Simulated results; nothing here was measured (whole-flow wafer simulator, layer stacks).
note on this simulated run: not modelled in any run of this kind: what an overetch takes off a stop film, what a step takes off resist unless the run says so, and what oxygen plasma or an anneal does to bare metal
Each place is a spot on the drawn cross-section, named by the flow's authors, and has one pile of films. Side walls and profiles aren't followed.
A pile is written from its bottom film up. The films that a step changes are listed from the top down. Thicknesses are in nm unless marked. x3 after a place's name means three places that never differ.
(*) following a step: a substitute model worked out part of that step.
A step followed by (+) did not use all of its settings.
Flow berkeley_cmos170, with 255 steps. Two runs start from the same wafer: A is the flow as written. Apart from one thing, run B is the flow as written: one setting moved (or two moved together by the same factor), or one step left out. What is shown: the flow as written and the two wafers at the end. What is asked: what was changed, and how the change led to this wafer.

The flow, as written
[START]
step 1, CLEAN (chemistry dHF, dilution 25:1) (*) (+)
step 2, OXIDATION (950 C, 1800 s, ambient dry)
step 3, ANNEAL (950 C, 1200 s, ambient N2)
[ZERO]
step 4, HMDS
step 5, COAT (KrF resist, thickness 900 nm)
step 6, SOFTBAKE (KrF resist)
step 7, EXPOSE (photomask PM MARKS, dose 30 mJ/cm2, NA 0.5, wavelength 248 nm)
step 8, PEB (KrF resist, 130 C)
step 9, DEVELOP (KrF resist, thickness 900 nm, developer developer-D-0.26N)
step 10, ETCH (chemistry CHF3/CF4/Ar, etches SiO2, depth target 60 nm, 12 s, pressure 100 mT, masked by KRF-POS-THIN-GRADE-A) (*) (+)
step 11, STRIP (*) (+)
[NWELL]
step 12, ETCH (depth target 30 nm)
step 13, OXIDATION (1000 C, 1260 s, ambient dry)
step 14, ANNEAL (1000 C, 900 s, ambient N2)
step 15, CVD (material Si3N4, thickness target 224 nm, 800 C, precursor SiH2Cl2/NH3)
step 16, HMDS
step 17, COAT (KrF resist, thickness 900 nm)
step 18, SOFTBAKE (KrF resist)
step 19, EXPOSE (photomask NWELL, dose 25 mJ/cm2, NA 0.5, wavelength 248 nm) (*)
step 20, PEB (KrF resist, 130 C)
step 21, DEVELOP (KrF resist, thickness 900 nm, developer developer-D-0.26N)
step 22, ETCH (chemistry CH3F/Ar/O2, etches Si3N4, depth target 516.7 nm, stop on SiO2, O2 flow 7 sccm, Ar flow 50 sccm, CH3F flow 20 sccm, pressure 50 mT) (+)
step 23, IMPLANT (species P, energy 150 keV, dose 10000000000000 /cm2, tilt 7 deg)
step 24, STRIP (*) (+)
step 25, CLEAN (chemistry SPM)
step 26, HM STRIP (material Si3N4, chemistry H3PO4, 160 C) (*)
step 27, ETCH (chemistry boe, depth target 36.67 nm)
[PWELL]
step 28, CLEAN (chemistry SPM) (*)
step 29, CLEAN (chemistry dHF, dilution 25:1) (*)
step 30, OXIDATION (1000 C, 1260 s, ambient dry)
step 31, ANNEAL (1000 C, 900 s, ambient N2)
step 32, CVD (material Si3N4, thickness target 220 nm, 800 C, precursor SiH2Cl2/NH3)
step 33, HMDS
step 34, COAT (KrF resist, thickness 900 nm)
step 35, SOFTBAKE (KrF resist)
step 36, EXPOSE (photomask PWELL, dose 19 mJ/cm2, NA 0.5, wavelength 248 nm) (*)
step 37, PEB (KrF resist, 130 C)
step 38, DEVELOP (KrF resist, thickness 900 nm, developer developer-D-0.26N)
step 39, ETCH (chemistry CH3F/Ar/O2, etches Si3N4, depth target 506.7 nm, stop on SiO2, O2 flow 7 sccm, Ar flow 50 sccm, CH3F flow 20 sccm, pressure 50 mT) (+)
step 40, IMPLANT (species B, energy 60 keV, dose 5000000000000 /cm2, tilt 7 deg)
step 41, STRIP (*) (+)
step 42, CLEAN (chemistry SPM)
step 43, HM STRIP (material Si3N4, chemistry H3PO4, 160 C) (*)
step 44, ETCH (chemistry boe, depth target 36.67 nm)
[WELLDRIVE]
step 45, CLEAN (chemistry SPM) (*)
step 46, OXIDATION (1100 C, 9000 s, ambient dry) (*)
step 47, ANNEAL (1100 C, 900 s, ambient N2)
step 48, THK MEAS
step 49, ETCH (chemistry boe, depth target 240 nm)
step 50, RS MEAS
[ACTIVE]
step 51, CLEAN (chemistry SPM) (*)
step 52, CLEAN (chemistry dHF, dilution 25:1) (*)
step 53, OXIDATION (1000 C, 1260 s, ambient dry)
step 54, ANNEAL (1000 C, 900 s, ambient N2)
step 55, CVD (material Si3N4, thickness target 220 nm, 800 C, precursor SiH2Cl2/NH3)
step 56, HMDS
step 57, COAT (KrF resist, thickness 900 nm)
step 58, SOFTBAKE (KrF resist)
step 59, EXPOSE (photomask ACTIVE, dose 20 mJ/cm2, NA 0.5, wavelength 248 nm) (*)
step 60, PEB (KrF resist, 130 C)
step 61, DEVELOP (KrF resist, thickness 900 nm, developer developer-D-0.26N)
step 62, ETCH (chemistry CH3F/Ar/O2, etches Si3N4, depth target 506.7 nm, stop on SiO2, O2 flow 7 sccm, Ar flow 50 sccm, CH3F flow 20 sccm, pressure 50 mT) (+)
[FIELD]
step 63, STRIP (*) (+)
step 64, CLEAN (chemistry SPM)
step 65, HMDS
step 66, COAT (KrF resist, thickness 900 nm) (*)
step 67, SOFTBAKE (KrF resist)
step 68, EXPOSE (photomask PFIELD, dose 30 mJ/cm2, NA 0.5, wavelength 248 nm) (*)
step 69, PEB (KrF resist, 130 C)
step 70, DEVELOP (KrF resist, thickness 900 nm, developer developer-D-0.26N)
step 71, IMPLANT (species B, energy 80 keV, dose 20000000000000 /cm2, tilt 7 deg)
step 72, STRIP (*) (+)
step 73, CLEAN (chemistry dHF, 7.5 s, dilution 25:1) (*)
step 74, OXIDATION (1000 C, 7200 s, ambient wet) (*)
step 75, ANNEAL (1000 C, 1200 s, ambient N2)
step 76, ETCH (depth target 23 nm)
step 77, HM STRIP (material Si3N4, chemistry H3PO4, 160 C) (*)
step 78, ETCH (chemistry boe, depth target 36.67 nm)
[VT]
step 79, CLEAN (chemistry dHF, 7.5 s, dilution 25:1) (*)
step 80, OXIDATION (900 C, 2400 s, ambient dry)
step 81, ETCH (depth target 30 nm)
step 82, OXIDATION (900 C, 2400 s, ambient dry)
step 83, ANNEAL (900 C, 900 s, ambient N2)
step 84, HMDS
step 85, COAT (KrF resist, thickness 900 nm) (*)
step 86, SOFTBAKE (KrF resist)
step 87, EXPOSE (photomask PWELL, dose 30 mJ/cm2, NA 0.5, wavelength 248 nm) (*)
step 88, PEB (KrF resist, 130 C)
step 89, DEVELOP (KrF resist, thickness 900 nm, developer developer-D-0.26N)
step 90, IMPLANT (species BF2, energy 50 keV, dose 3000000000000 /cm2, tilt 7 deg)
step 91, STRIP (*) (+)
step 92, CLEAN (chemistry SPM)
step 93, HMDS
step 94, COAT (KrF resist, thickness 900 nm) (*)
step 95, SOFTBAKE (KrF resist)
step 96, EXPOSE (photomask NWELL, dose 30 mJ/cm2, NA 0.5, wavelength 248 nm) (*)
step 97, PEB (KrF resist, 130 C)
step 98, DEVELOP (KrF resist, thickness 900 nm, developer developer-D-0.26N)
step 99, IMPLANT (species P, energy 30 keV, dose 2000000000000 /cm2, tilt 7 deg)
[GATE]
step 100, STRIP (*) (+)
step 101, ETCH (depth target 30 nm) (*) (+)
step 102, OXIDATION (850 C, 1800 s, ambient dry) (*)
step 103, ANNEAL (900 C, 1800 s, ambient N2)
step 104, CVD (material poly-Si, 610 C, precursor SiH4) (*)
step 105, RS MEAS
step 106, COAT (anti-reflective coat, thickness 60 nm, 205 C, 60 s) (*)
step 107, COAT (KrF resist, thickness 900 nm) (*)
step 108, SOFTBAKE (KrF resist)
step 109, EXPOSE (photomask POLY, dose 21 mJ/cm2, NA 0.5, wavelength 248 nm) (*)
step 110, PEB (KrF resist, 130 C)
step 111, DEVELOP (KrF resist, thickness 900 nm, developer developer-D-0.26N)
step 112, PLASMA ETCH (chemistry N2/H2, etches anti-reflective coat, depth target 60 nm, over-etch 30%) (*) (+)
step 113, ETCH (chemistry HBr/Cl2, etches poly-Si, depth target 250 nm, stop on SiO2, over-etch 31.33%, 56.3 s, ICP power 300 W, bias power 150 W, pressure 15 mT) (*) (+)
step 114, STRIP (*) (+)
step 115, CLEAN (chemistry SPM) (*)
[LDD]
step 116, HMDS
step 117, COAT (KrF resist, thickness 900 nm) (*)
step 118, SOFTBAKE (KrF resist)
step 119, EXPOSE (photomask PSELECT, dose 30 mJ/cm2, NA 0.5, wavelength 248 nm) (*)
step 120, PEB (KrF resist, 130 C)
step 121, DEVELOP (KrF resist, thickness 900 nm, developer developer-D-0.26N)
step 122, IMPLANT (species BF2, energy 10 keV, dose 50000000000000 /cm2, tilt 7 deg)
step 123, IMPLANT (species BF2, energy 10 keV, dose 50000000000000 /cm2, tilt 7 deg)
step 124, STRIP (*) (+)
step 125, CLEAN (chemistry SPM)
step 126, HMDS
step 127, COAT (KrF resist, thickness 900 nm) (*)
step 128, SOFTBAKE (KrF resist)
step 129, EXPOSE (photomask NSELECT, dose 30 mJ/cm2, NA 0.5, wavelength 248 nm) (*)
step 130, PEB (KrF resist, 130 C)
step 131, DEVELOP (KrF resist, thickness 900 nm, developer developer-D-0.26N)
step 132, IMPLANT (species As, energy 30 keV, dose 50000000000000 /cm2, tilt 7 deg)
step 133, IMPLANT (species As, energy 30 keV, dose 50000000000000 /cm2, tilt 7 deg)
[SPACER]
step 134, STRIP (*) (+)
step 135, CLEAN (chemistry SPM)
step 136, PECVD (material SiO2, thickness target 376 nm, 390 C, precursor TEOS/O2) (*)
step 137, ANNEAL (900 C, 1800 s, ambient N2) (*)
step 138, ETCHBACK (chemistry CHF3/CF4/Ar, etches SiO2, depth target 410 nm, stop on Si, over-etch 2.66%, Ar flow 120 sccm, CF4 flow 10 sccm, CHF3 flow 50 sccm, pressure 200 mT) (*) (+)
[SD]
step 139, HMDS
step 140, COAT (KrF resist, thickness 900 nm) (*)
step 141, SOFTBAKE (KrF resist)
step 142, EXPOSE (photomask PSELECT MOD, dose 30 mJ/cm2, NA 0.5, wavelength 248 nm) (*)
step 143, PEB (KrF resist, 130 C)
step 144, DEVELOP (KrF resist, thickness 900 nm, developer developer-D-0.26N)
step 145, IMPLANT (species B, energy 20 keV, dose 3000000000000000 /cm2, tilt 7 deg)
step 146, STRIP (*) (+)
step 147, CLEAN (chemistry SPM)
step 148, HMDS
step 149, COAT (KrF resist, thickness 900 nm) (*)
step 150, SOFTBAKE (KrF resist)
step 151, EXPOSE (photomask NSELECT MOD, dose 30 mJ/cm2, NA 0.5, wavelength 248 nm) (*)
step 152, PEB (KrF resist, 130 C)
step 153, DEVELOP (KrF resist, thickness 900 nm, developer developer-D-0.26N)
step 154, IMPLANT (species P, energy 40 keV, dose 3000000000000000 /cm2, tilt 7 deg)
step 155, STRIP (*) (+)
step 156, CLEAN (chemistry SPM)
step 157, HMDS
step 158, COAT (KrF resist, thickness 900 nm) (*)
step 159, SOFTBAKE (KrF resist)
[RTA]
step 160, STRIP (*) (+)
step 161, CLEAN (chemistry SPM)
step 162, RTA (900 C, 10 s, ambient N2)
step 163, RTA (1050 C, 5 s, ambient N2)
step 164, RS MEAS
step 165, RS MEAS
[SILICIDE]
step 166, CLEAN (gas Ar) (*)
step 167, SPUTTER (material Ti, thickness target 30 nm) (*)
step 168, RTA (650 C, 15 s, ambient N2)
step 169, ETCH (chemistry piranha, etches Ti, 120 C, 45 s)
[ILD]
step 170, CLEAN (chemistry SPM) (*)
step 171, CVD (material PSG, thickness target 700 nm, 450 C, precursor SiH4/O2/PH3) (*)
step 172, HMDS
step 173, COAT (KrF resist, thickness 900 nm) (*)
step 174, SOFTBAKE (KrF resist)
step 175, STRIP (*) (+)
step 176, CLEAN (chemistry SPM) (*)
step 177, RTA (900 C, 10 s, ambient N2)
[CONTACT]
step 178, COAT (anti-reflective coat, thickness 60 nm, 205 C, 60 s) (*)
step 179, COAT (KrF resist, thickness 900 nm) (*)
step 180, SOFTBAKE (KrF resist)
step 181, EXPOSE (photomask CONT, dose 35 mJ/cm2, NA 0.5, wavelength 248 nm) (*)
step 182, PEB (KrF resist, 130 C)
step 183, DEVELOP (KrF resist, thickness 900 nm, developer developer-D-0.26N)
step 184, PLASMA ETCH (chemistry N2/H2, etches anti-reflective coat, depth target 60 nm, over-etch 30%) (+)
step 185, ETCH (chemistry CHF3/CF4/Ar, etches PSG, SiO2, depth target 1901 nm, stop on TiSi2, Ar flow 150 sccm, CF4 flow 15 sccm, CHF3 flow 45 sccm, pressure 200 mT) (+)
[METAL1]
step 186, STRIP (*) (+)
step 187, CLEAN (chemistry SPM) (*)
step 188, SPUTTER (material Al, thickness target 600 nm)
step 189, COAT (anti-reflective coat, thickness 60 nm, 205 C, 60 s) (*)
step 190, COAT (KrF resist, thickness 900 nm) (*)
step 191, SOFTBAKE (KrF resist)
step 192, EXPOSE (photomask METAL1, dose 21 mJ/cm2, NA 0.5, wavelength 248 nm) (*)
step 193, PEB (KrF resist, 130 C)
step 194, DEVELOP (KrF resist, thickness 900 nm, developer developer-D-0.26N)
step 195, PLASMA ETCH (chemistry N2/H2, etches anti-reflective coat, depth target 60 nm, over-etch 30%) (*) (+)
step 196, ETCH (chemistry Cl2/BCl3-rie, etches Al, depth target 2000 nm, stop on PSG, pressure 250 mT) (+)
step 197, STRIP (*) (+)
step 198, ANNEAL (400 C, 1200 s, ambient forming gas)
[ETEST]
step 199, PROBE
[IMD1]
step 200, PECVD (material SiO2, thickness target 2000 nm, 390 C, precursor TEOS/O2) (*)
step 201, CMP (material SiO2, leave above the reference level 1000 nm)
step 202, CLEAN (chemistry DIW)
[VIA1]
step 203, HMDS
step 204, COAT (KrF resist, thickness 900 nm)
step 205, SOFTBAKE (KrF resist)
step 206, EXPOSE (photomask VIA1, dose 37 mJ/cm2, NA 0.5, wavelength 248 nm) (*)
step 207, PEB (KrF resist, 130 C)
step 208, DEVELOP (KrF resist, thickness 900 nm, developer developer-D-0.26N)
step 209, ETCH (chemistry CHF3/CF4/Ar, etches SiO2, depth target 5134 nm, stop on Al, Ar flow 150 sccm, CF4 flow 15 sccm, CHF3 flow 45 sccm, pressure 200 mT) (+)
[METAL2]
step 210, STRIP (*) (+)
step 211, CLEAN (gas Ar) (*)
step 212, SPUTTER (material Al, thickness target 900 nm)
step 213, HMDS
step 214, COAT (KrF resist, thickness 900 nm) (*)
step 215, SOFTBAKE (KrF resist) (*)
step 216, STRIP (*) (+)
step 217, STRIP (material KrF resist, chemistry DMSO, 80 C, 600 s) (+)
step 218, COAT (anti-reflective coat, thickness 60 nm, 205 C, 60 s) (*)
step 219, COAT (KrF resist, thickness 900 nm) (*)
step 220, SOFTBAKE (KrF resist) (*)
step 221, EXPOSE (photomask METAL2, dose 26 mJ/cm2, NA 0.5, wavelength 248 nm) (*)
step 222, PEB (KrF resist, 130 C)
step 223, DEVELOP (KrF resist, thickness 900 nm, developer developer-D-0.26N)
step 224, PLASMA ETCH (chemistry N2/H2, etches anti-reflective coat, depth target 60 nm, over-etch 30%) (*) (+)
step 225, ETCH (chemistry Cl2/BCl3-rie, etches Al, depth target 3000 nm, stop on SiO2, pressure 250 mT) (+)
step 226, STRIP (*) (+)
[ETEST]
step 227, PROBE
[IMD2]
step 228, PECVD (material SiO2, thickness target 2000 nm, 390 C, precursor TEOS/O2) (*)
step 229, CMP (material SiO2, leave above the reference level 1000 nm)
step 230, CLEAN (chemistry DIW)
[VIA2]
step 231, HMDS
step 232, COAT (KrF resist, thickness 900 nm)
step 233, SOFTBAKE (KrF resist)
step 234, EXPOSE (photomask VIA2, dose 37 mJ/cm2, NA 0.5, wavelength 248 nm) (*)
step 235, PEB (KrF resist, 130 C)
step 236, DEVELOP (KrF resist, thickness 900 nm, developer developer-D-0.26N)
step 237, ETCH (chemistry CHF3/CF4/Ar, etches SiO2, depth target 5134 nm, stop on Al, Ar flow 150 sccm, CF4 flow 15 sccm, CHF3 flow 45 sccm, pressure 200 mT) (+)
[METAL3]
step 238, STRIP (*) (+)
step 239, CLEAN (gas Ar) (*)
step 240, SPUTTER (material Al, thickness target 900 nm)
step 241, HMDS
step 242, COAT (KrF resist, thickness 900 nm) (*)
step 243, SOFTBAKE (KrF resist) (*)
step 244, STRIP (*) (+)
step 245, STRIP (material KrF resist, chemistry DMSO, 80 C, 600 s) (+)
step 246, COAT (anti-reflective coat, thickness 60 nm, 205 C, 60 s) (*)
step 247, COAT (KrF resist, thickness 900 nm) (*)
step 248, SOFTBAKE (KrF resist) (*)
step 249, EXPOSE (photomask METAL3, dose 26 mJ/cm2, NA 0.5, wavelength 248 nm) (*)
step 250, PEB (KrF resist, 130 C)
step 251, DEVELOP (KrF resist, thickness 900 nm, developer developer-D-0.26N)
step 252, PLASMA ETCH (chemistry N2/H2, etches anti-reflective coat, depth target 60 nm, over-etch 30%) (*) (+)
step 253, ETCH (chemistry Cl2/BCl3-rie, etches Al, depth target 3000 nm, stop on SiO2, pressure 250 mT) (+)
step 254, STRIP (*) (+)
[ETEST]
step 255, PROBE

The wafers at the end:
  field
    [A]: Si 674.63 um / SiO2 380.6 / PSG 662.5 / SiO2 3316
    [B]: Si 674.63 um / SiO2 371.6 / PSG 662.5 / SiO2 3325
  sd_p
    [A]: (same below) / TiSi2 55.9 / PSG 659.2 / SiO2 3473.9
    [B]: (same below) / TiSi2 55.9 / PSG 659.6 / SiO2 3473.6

What caused this: step 81, ETCH: depth target 39 nm was run, whereas the flow has depth target 30 nm.

How this came from the change, step by step:
  step 81, ETCH (depth target 30 nm)
      field: A -30 SiO2 | B -39 SiO2
  step 106, COAT (anti-reflective coat, thickness 60 nm, 205 C, 60 s) (*)
      sd_n: A +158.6 anti-reflective coat (new film) | B +152.6 anti-reflective coat (new film)
      spacer_n: A +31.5 anti-reflective coat (new film) | B +33.7 anti-reflective coat (new film)
      (as well as at 4 more places)
  step 112, PLASMA ETCH (chemistry N2/H2, etches anti-reflective coat, depth target 60 nm, over-etch 30%) (*) (+)
      sd_n: A -158.6 anti-reflective coat (all of it), -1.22 poly-Si | B -152.6 anti-reflective coat (all of it), -1.17 poly-Si
      spacer_n: A -31.5 anti-reflective coat (all of it), -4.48 poly-Si | B -33.7 anti-reflective coat (all of it), -4.22 poly-Si
      (as well as at 2 more places)
  step 114, STRIP (*) (+)
      gate_n: A +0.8 chemical SiO2 (new film), -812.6 KrF resist (all of it), -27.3 anti-reflective coat (all of it), -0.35 poly-Si | B +0.8 chemical SiO2 (new film), -805.5 KrF resist (all of it), -29.5 anti-reflective coat (all of it), -0.35 poly-Si
      gate_p: A +0.8 chemical SiO2 (new film), -782.1 KrF resist (all of it), -29.6 anti-reflective coat (all of it), -0.35 poly-Si | B +0.8 chemical SiO2 (new film), -777.5 KrF resist (all of it), -31.2 anti-reflective coat (all of it), -0.35 poly-Si
  step 178, COAT (anti-reflective coat, thickness 60 nm, 205 C, 60 s) (*)
      sd_n: A +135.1 anti-reflective coat (new film) | B +130.4 anti-reflective coat (new film)
  step 186, STRIP (*) (+)
      sd_n: A -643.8 KrF resist (all of it), -135.1 anti-reflective coat (all of it) | B -643.7 KrF resist (all of it), -130.4 anti-reflective coat (all of it)
